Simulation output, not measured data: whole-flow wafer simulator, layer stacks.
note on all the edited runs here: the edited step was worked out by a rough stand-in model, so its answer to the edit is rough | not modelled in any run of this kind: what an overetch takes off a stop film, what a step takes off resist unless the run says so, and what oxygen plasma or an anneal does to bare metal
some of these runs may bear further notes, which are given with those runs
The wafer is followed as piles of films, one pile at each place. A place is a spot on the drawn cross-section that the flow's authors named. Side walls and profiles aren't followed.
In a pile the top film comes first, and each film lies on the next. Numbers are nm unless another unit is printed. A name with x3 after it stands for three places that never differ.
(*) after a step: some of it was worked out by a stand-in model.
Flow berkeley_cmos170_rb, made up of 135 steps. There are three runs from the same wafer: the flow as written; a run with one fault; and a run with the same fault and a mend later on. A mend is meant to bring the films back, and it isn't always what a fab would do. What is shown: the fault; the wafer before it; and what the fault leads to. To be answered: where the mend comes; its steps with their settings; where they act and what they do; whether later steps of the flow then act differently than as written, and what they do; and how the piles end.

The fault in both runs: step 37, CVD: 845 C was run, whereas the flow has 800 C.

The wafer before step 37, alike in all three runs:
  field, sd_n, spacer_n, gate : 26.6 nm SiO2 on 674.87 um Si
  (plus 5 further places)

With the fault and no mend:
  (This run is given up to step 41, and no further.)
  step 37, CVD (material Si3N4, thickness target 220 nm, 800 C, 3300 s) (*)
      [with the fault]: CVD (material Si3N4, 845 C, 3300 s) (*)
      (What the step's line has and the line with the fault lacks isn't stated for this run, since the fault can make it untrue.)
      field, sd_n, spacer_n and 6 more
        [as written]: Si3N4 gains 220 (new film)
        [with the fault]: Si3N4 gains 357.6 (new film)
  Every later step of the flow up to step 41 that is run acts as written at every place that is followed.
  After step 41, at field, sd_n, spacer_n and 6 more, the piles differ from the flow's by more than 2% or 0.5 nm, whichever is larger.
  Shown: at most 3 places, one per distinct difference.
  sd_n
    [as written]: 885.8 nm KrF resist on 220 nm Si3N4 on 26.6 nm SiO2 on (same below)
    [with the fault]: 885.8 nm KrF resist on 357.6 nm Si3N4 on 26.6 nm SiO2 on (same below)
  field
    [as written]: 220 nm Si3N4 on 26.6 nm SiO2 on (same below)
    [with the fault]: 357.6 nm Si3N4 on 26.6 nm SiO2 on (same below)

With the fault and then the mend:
  After step 37 comes the mend.
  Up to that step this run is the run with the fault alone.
  step 37a, ETCH (chemistry h3po4, depth target 137.6 nm) (a further turn of the flow's step 30, with different settings)
      field, sd_n, spacer_n and 6 more
        Si3N4 loses 137.6
  Every later step of the flow that is run acts as written, at every place that is followed, to within 2% or 0.5 nm, whichever is larger.
  The piles end the same as the flow's at every place that both follow.
